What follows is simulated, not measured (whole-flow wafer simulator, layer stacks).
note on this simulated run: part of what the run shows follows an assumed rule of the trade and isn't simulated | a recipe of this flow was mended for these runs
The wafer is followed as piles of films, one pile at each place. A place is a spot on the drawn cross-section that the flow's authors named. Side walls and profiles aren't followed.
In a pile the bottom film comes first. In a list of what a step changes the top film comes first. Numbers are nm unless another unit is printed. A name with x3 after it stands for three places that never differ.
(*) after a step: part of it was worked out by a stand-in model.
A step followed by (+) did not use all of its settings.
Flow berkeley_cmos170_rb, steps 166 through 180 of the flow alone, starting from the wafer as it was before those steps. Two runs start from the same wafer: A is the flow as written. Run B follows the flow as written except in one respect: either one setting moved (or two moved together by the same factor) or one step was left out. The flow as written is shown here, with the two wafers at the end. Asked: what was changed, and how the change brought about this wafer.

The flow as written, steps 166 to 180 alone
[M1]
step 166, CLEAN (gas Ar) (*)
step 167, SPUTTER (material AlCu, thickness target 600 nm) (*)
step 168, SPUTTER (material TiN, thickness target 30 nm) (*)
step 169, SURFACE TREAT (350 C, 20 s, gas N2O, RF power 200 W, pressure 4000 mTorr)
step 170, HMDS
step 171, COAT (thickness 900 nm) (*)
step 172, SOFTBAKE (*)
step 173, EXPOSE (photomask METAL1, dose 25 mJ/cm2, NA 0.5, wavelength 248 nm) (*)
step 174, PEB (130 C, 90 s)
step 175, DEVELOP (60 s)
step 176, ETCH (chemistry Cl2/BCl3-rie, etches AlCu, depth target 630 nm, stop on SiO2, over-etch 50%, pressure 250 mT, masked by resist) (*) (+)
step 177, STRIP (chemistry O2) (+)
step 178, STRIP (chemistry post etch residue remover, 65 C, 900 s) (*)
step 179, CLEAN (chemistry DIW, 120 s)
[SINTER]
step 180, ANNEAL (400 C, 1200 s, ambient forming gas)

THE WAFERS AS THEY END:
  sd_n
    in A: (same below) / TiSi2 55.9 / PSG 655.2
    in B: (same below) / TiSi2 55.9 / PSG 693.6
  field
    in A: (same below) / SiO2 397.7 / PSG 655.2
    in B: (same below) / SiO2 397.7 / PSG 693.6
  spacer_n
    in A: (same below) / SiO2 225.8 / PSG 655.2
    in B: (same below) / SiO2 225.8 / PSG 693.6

The reason: step 176, ETCH: depth target 425 nm was run, while the flow as written has depth target 630 nm.

The path from the change to this, step by step:
  step 176, ETCH (chemistry Cl2/BCl3-rie, etches AlCu, depth target 630 nm, stop on SiO2, over-etch 50%, pressure 250 mT, masked by resist) (*) (+)
      field, sd_n, spacer_n, gate, spacer_p, gate_p: A -30 TiN (all of it), -600 AlCu (all of it), -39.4 PSG | B -30 TiN (all of it), -600 AlCu (all of it), -0.94 PSG
      contact, m1: A -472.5 KrF-resist | B -322.5 KrF-resist
      (also at 1 further place)
  step 177, STRIP (chemistry O2) (+)
      contact: A -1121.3 KrF-resist (all of it) | B -1271.2 KrF-resist (all of it)
      m1: A -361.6 KrF-resist (all of it) | B -511.6 KrF-resist (all of it)
